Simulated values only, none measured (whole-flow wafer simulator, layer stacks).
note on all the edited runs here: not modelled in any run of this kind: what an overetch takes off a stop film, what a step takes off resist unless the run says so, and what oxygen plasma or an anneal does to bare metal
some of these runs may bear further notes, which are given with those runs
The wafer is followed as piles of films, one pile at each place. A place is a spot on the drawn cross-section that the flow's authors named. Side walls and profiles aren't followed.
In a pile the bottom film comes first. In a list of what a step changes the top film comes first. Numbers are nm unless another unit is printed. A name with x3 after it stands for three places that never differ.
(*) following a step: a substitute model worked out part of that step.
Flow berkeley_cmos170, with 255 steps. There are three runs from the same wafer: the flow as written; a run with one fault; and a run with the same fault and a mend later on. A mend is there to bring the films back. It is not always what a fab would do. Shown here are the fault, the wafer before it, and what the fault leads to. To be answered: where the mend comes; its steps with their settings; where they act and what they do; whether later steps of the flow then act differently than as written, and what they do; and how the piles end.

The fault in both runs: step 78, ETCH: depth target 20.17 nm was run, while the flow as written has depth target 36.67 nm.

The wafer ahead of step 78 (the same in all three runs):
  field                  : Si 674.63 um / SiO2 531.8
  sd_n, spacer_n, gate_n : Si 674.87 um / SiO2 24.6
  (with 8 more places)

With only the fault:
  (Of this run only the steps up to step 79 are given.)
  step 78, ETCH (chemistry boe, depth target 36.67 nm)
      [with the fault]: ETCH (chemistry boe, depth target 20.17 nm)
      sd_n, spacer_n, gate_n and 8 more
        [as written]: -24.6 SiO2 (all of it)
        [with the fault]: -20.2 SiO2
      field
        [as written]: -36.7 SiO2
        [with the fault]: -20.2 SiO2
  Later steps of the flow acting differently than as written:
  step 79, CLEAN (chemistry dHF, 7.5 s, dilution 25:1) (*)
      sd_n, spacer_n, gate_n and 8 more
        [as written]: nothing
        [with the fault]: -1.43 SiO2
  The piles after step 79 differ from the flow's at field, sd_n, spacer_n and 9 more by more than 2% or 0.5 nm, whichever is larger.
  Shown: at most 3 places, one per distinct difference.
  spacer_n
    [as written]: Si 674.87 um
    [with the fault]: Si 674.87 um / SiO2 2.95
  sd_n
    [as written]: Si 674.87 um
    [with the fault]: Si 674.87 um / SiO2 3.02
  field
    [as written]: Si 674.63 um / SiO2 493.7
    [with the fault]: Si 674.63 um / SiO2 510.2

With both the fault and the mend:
  The mend follows step 78.
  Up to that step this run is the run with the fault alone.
  step 78a, ETCH (chemistry boe, depth target 16.5 nm) (the flow's step 78 again, with other settings)
      spacer_n, gate_n, spacer_p and 6 more
        -4.39 SiO2 (all of it)
      sd_n, sd_p
        -4.45 SiO2 (all of it)
      field
        -16.5 SiO2
  Later steps of the flow that are run all act as written at every place that is followed, up to a difference of at most 2% or 0.5 nm, whichever is larger.
  The piles end the same as the flow's at every place that both follow.
